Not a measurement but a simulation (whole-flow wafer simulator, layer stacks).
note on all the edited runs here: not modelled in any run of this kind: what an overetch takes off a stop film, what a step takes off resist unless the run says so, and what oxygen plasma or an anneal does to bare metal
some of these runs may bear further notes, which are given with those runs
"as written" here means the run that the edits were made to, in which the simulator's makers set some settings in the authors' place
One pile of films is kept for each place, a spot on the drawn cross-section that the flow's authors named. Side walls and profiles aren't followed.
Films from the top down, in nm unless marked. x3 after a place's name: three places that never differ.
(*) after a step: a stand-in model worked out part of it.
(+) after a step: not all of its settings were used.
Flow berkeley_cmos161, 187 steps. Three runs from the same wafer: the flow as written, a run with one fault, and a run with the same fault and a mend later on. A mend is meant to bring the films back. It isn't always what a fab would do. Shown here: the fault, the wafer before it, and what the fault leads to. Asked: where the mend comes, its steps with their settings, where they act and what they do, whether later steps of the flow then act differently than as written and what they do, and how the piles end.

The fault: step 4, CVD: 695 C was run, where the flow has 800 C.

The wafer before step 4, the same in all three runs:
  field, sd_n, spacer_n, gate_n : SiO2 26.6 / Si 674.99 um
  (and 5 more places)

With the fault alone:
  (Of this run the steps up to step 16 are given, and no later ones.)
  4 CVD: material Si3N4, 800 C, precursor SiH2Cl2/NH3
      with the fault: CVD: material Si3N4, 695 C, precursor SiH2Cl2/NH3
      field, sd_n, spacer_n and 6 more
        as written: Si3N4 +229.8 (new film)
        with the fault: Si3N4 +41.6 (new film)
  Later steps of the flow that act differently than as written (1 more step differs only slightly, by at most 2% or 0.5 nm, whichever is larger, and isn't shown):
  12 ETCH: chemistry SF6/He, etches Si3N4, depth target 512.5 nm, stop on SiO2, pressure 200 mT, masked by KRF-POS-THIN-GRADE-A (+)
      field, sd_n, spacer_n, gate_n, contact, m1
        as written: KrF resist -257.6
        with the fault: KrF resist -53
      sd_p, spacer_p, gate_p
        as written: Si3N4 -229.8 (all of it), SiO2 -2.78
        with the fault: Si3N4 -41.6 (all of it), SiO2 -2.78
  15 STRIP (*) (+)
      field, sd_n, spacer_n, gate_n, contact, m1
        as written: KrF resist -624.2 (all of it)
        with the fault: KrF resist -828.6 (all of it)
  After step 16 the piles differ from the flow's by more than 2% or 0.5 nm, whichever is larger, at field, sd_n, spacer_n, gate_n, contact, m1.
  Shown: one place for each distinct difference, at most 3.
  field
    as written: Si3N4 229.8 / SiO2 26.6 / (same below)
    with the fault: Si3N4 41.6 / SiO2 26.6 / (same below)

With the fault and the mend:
  The mend comes after step 11.
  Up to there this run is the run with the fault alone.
  11a STRIP (*) (+)
      field, sd_n, spacer_n, gate_n, contact, m1
        KrF resist -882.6 (all of it)
  11b CLEAN: chemistry SC1/SC2 (*) (the flow's step 1 once more)
      changes no film at any place that is followed
  11c CVD: material Si3N4, 800 C, precursor SiH2Cl2/NH3 (the flow's step 4 once more, with other settings that aren't printed)
      field, sd_n, spacer_n and 6 more
        Si3N4 +188.2
  11d HMDS (the flow's step 5 once more)
      changes no film at any place that is followed
  11e COAT: KrF resist, thickness 900 nm (the flow's step 6 once more)
      field, sd_n, spacer_n and 6 more
        KrF resist +900 (new film)
  11f SOFTBAKE: KrF resist (the flow's step 7 once more)
      changes no film at any place that is followed
  11g EXPOSE: photomask NWELL, dose 25 mJ/cm2, NA 0.35, wavelength 248 nm (*) (the flow's step 8 once more)
      changes no film at any place that is followed
  11h PEB: KrF resist, 130 C (the flow's step 9 once more)
      field, sd_n, spacer_n and 6 more
        KrF resist -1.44
  11i DEVELOP: KrF resist, thickness 900 nm, developer developer-D-0.26N (the flow's step 10 once more)
      field, sd_n, spacer_n, gate_n, contact, m1
        KrF resist -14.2
      sd_p, spacer_p, gate_p
        KrF resist -898.6 (all of it)
  11j HARDBAKE: 120 C, 3600 s (the flow's step 11 once more)
      field, sd_n, spacer_n, gate_n, contact, m1
        KrF resist -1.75
  No later step of the flow acts differently than as written, at any place that is followed, by more than 2% or 0.5 nm, whichever is larger.
  At the end the piles are the same as the flow's at every place that both follow.
